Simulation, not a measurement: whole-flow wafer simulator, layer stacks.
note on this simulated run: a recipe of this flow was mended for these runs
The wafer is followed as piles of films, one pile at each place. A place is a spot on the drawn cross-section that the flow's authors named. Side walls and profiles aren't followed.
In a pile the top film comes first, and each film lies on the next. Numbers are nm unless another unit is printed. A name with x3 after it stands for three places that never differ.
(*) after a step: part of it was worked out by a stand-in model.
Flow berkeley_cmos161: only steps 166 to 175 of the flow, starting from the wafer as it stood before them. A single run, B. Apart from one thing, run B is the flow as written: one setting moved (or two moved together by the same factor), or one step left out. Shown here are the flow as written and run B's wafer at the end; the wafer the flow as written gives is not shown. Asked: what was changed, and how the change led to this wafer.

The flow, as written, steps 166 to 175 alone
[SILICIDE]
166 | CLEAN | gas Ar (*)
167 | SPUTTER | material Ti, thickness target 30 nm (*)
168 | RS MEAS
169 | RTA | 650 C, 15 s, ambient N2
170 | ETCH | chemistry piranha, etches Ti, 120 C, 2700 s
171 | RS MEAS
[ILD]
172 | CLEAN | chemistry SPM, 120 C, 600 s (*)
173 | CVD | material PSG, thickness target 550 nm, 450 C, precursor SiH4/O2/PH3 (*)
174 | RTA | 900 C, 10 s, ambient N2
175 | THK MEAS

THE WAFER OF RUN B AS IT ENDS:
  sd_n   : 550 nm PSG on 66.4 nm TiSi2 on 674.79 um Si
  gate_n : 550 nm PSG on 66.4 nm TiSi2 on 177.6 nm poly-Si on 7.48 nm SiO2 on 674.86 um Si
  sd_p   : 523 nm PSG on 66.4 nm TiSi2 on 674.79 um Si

The reason: step 167, SPUTTER: thickness target 37 nm was run, though the flow has thickness target 30 nm.

Step by step, how the change led to this:
  167 | SPUTTER | material Ti, thickness target 30 nm (*)
      field, sd_n, spacer_n, gate_n, sd_p, spacer_p, gate_p, contact x2: Ti gains 37 (new film) (it would be, as written: Ti gains 30 (new film))
  169 | RTA | 650 C, 15 s, ambient N2
      sd_n, sd_p, contact x2: Ti loses 28.9, TiSi first gains 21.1 (new film), TiSi2 C49 gains 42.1 (new film), Si loses 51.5 (it would be, as written: Ti loses 23.4, TiSi first gains 6.2 (new film), TiSi2 C49 gains 50.3 (new film), Si loses 49)
      gate_n, gate_p: Ti loses 28.9, TiSi first gains 21.1 (new film), TiSi2 C49 gains 42.1 (new film), poly-Si loses 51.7 (it would be, as written: Ti loses 23.4, TiSi first gains 6.2 (new film), TiSi2 C49 gains 50.3 (new film), poly-Si loses 49.2)
  170 | ETCH | chemistry piranha, etches Ti, 120 C, 2700 s
      sd_n, gate_n, sd_p, gate_p, contact x2: Ti loses 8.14 (all of it), TiSi first loses 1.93 (it would be, as written: Ti loses 6.6 (all of it), TiSi first loses 1.93)
      field, spacer_n, spacer_p: Ti loses 37 (all of it) (it would be, as written: Ti loses 30 (all of it))
  174 | RTA | 900 C, 10 s, ambient N2
      sd_n, sd_p, contact x2: under 1 film: TiSi2 gains 66.4 (new film), TiSi first loses 19.1 (all of it), TiSi2 C49 loses 42.1 (all of it), Si loses 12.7 (it would be, as written: under 1 film: TiSi2 gains 53.3 (new film), TiSi first loses 4.27 (all of it), TiSi2 C49 loses 50.3 (all of it), Si loses 2.83)
      gate_n, gate_p: under 1 film: TiSi2 gains 66.4 (new film), TiSi first loses 19.1 (all of it), TiSi2 C49 loses 42.1 (all of it), poly-Si loses 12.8 (it would be, as written: under 1 film: TiSi2 gains 53.3 (new film), TiSi first loses 4.27 (all of it), TiSi2 C49 loses 50.3 (all of it), poly-Si loses 2.85)
